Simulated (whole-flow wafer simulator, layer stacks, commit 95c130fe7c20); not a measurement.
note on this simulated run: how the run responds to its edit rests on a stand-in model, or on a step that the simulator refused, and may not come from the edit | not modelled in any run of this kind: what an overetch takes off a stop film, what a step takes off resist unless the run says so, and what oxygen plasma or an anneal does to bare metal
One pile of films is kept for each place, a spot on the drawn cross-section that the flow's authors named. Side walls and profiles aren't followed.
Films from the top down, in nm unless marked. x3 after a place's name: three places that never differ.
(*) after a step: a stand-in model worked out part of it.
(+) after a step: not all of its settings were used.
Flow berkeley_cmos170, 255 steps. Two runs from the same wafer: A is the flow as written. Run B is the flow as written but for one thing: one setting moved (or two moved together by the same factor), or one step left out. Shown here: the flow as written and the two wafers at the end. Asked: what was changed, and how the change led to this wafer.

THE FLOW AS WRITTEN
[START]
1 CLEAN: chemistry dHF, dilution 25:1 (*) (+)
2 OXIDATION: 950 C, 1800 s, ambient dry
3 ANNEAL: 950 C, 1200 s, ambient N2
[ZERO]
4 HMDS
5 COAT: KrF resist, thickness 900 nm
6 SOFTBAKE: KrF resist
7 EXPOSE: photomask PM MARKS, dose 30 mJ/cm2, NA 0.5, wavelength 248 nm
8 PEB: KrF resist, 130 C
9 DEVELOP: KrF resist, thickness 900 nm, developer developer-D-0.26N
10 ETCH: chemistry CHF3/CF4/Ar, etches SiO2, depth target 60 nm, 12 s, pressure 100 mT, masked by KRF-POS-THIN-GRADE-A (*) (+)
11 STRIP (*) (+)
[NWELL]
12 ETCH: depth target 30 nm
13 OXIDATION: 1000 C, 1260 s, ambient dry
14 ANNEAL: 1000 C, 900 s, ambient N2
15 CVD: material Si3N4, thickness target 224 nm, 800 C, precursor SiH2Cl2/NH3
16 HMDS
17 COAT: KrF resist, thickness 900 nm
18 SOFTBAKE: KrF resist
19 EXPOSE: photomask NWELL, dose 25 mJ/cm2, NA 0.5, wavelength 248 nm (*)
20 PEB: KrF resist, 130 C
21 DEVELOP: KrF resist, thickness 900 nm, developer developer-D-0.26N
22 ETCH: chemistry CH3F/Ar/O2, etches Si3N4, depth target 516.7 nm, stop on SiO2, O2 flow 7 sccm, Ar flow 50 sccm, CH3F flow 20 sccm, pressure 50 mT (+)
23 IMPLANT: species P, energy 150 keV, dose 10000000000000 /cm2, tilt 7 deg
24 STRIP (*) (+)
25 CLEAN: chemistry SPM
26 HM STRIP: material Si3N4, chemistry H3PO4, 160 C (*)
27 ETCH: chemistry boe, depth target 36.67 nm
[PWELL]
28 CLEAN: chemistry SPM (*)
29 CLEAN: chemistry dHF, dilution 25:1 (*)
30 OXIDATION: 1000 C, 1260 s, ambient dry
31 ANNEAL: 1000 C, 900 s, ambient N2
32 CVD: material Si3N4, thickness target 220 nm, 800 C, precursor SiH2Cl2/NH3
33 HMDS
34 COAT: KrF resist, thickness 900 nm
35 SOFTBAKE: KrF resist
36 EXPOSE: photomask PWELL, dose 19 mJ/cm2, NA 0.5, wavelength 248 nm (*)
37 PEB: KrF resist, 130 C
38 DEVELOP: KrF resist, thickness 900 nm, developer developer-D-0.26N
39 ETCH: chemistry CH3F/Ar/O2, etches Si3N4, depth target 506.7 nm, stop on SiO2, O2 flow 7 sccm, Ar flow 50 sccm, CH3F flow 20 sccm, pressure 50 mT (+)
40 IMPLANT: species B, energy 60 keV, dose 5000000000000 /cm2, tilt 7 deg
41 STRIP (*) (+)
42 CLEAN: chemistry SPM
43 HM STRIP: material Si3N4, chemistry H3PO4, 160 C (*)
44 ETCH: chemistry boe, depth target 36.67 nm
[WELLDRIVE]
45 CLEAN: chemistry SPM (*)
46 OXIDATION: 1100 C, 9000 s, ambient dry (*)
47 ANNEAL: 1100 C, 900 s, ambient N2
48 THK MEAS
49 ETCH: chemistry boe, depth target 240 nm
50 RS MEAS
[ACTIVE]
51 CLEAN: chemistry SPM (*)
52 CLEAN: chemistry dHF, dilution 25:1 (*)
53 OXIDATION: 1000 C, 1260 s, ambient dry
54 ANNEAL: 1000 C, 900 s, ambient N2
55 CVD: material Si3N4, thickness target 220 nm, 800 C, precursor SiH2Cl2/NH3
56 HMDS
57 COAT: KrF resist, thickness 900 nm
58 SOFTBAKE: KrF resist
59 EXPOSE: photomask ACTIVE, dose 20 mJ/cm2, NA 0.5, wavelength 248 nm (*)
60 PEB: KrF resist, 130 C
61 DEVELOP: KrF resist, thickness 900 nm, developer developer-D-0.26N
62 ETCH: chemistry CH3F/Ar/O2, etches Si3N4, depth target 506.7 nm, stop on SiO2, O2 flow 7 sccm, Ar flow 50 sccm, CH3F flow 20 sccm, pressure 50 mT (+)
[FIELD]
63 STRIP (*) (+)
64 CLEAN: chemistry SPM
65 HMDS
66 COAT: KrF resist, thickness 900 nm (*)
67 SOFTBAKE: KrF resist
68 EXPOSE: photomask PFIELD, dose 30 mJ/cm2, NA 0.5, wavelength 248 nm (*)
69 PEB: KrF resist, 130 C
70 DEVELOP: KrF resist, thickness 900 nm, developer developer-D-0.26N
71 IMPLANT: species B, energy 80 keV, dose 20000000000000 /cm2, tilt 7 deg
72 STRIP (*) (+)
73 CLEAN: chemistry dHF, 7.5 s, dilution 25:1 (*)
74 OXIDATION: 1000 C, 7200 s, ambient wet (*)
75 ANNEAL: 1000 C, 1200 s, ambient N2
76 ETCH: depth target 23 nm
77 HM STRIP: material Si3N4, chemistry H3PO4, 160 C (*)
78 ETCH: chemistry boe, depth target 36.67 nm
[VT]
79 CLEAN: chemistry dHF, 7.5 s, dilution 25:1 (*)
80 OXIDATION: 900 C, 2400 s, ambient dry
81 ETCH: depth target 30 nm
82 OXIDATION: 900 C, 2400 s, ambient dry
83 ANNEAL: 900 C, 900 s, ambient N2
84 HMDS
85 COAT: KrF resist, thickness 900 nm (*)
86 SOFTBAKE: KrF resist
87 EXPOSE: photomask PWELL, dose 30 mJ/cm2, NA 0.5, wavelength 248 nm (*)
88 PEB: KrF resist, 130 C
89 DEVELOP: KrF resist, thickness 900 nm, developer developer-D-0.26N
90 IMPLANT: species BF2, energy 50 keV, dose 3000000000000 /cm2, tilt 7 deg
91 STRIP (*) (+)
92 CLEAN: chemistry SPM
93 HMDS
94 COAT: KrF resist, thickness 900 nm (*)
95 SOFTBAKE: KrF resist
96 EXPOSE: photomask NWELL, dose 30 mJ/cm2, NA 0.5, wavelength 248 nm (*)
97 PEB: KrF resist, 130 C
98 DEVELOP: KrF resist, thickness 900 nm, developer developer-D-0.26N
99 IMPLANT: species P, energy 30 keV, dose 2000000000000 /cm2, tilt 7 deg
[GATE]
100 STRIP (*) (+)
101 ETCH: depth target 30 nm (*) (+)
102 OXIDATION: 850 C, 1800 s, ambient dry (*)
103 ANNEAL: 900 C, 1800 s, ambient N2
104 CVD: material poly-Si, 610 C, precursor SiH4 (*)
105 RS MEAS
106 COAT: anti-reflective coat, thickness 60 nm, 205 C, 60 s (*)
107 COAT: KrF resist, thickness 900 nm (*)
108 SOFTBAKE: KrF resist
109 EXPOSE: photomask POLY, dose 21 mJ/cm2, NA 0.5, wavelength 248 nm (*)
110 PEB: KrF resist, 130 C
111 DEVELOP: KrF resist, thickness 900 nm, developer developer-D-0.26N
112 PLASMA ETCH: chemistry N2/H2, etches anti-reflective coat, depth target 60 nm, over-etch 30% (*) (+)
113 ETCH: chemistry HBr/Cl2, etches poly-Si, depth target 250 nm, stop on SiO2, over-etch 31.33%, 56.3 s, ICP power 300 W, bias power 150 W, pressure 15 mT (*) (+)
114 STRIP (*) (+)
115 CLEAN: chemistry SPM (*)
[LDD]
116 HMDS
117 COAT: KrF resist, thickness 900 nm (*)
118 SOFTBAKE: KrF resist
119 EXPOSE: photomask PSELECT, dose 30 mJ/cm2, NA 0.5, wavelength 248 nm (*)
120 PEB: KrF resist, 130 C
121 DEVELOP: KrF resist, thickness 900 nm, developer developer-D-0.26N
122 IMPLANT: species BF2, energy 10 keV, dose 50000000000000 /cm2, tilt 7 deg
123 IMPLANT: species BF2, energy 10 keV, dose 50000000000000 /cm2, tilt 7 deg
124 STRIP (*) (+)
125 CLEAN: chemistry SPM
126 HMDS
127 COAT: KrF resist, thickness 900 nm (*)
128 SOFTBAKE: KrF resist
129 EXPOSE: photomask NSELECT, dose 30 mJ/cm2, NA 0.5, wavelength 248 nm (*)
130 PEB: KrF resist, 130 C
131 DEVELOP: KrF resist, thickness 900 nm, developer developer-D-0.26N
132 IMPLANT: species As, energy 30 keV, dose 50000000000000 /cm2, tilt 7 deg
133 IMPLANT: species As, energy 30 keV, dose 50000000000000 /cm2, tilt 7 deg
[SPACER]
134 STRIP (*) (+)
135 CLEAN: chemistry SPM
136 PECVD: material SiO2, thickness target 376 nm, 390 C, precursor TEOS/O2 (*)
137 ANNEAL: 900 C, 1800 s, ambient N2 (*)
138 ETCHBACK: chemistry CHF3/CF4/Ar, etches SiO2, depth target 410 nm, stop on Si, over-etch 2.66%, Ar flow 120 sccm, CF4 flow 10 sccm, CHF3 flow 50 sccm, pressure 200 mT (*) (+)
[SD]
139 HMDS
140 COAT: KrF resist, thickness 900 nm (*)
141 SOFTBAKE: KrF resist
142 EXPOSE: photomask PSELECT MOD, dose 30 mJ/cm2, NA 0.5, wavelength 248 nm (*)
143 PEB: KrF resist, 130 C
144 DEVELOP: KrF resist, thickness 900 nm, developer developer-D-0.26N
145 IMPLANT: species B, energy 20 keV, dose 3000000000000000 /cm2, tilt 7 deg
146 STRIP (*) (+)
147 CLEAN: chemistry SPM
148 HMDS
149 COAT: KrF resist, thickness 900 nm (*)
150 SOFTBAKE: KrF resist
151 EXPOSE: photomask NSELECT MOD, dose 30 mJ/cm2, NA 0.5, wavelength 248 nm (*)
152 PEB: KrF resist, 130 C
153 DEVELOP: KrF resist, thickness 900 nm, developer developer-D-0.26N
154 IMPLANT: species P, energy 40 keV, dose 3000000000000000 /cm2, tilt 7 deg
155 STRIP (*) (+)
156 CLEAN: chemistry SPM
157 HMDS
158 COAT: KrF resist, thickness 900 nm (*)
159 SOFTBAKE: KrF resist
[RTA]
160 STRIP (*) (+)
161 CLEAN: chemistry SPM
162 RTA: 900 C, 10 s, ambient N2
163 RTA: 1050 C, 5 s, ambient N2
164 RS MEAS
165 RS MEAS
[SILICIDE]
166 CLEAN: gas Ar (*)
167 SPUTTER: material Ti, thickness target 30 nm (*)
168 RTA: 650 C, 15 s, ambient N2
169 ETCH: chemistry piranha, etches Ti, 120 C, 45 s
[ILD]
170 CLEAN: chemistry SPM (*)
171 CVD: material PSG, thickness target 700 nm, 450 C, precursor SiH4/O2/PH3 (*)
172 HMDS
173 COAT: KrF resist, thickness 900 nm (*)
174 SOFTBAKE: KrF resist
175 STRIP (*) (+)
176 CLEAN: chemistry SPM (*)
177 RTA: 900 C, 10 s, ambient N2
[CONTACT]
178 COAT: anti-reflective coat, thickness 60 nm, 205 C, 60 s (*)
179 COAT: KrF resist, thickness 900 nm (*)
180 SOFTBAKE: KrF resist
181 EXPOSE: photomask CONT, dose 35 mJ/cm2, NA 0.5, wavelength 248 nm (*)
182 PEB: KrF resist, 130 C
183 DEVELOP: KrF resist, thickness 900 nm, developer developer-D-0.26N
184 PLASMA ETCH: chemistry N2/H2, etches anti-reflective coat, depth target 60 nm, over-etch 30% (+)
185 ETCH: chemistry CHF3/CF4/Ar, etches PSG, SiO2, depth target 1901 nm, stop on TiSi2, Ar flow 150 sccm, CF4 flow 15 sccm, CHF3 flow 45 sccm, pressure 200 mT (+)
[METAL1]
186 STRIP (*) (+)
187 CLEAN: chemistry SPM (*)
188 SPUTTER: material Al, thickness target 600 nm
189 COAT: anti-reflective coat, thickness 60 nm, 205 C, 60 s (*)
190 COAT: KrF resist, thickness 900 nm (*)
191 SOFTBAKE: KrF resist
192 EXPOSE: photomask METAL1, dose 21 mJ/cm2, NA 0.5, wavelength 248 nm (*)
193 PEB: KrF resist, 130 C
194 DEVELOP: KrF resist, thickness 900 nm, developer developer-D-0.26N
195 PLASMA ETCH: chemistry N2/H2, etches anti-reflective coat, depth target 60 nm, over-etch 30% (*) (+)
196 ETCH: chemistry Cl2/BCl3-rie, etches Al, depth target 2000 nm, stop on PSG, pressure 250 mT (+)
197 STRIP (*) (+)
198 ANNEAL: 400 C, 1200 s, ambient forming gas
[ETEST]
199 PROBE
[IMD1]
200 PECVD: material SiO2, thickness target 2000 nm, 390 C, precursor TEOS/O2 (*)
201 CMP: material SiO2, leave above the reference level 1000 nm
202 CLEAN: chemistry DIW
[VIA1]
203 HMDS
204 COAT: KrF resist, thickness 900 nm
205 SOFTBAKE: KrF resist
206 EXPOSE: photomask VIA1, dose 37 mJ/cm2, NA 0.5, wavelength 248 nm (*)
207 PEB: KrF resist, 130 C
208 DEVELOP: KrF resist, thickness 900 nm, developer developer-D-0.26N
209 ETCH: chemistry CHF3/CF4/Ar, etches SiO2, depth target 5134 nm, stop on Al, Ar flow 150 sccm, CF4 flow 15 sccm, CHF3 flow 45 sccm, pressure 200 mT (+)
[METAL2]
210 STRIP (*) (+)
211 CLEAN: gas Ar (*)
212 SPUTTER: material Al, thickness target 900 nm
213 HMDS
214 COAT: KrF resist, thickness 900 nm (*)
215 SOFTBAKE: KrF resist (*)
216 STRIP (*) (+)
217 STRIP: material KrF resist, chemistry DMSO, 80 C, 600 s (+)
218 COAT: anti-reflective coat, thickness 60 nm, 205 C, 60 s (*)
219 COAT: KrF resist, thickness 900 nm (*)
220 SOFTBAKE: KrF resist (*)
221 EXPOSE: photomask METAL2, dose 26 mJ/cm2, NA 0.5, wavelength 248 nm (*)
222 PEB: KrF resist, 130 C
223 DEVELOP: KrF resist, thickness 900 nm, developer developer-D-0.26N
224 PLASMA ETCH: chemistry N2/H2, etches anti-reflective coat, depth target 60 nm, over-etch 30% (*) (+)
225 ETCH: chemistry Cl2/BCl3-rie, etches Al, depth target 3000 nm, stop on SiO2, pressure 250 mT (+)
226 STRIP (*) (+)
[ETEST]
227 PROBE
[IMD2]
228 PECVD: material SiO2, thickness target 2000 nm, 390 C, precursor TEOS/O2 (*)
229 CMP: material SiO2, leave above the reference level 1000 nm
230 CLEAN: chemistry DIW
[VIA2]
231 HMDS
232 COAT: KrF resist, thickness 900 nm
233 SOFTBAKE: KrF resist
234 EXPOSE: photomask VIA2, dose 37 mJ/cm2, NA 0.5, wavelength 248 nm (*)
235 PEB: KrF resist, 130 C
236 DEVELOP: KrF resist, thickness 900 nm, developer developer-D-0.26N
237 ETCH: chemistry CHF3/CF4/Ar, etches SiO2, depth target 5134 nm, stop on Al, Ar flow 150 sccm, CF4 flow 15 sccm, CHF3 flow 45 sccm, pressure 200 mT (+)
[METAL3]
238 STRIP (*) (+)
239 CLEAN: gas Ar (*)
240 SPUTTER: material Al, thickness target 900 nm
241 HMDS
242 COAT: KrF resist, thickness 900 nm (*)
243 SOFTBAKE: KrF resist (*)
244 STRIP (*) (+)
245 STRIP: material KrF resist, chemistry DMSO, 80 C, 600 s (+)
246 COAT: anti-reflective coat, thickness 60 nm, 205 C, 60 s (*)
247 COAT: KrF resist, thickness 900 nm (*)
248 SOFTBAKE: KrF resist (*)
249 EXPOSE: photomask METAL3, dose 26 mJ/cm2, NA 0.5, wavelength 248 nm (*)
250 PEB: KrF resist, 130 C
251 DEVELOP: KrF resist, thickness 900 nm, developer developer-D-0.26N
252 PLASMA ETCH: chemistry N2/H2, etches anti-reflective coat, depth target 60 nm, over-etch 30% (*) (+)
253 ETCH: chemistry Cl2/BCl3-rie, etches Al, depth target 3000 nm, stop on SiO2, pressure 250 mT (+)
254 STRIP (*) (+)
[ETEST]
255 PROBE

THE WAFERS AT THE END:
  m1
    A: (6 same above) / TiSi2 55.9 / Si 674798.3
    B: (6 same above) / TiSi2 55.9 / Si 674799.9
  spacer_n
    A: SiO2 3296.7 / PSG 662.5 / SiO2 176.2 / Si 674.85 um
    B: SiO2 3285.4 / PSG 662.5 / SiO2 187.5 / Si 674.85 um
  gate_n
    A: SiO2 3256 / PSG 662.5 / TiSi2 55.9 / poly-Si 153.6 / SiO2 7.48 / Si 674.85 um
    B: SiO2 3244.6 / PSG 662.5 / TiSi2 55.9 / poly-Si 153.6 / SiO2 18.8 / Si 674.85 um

The cause: step 101, ETCH: depth target 30 nm (*) (+), was left out.

How the change led to this, step by step:
  102 OXIDATION: 850 C, 1800 s, ambient dry (*)
      sd_n, spacer_n, gate_n and 8 more: A SiO2 +7.48 (new film), Si -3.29 | B SiO2 +3.85, Si -1.69
  106 COAT: anti-reflective coat, thickness 60 nm, 205 C, 60 s (*)
      field: A anti-reflective coat +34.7 (new film) | B anti-reflective coat +35.6 (new film)
      sd_n: A anti-reflective coat +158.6 (new film) | B anti-reflective coat +175.4 (new film)
      (and at 7 more places)
  112 PLASMA ETCH: chemistry N2/H2, etches anti-reflective coat, depth target 60 nm, over-etch 30% (*) (+)
      field: A anti-reflective coat -34.7 (all of it), poly-Si -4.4 | B anti-reflective coat -35.6 (all of it), poly-Si -4.94
      sd_n: A anti-reflective coat -158.6 (all of it), poly-Si -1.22 | B anti-reflective coat -175.4 (all of it), poly-Si -1.35
      (and at 8 more places)
  114 STRIP (*) (+)
      gate_n: A chemical SiO2 +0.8 (new film), KrF resist -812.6 (all of it), anti-reflective coat -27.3 (all of it), poly-Si -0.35 | B chemical SiO2 +0.8 (new film), KrF resist -828.5 (all of it), anti-reflective coat -23.2 (all of it), poly-Si -0.35
      gate_p: A chemical SiO2 +0.8 (new film), KrF resist -782.1 (all of it), anti-reflective coat -29.6 (all of it), poly-Si -0.35 | B chemical SiO2 +0.8 (new film), KrF resist -790.8 (all of it), anti-reflective coat -27.5 (all of it), poly-Si -0.35
  138 ETCHBACK: chemistry CHF3/CF4/Ar, etches SiO2, depth target 410 nm, stop on Si, over-etch 2.66%, Ar flow 120 sccm, CF4 flow 10 sccm, CHF3 flow 50 sccm, pressure 200 mT (*) (+)
      sd_n, sd_p, contact, m1, via1, m2, via2: A SiO2 -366 (all of it) | B SiO2 -377.3 (all of it)
  178 COAT: anti-reflective coat, thickness 60 nm, 205 C, 60 s (*)
      sd_n: A anti-reflective coat +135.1 (new film) | B anti-reflective coat +155.1 (new film)
      sd_p: A anti-reflective coat +83.4 (new film) | B anti-reflective coat +86.1 (new film)
      (and at 3 more places)
  184 PLASMA ETCH: chemistry N2/H2, etches anti-reflective coat, depth target 60 nm, over-etch 30% (+)
      field, sd_n, spacer_n and 8 more: A KrF resist -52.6 | B KrF resist -54.4
      contact: A anti-reflective coat -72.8 (all of it), PSG -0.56 | B anti-reflective coat -75.4 (all of it), PSG -0.58
  186 STRIP (*) (+)
      sd_n: A KrF resist -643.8 (all of it), anti-reflective coat -135.1 (all of it) | B KrF resist -639.3 (all of it), anti-reflective coat -155.1 (all of it)
      sd_p: A KrF resist -702.2 (all of it), anti-reflective coat -83.4 (all of it) | B KrF resist -712.4 (all of it), anti-reflective coat -86.1 (all of it)
      (and at 2 more places)
  188 SPUTTER: material Al, thickness target 600 nm
      sd_p: A Al +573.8 (new film) | B Al +562 (new film)
  189 COAT: anti-reflective coat, thickness 60 nm, 205 C, 60 s (*)
      spacer_n: A anti-reflective coat +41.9 (new film) | B anti-reflective coat +42.9 (new film)
      sd_p: A anti-reflective coat +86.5 (new film) | B anti-reflective coat +90.9 (new film)
      (and at 3 more places)
  195 PLASMA ETCH: chemistry N2/H2, etches anti-reflective coat, depth target 60 nm, over-etch 30% (*) (+)
      contact, m1, via1, m2, via2: A KrF resist -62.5 | B KrF resist -65.7
      spacer_n: A anti-reflective coat -41.9 (all of it) | B anti-reflective coat -42.9 (all of it)
      (and at 2 more places)
  196 ETCH: chemistry Cl2/BCl3-rie, etches Al, depth target 2000 nm, stop on PSG, pressure 250 mT (+)
      sd_p: A Al -573.8 (all of it), PSG -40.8 | B Al -562 (all of it), PSG -42.2
  197 STRIP (*) (+)
      m1: A KrF resist -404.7 (all of it), anti-reflective coat -63 (all of it) | B KrF resist -410.5 (all of it), anti-reflective coat -61.5 (all of it)
      m2: A KrF resist -412.9 (all of it), anti-reflective coat -61.1 (all of it) | B KrF resist -421.4 (all of it), anti-reflective coat -57.4 (all of it)
  201 CMP: material SiO2, leave above the reference level 1000 nm
      spacer_n, spacer_p: A SiO2 -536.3 | B SiO2 -547.7
      field: A SiO2 -517 | B SiO2 -545.4
